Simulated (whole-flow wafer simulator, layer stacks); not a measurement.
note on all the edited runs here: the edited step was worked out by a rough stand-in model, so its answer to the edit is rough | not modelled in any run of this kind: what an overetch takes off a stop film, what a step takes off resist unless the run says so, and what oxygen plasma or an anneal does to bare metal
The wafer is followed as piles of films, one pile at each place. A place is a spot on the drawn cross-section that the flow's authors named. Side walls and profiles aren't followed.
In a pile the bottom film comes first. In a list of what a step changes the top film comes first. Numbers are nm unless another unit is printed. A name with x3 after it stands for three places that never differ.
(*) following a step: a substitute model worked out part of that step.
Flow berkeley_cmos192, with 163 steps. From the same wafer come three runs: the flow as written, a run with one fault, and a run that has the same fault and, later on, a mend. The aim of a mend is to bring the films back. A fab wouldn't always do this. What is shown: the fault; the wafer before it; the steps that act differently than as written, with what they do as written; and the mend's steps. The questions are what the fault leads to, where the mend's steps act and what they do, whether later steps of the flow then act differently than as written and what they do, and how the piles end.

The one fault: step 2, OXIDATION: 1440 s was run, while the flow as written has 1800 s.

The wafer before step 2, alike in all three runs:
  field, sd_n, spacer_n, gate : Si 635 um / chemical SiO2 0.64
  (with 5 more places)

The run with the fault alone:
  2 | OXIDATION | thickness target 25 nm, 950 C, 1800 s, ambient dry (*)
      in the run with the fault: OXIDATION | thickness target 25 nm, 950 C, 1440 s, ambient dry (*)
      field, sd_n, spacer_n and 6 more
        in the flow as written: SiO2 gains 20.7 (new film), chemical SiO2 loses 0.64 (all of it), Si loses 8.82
        in the run with the fault: SiO2 gains 18.1 (new film), chemical SiO2 loses 0.64 (all of it), Si loses 7.68
  Steps further on in the flow that do not act as written:
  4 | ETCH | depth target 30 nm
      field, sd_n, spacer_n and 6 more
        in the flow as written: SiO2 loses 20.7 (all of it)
        in the run with the fault: SiO2 loses 18.1 (all of it)
  The piles end only slightly different from the flow's at the places that both follow, by no more than 2% or 0.5 nm, whichever is larger.

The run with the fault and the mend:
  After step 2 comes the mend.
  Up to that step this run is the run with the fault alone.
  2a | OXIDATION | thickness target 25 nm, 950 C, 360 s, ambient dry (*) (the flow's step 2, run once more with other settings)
      field, sd_n, spacer_n and 6 more
        SiO2 gains 2.6, Si loses 1.15
  None of the later steps of the flow acts differently than as written at any place that is followed.
  The piles end the same as the flow's at every place that both follow.
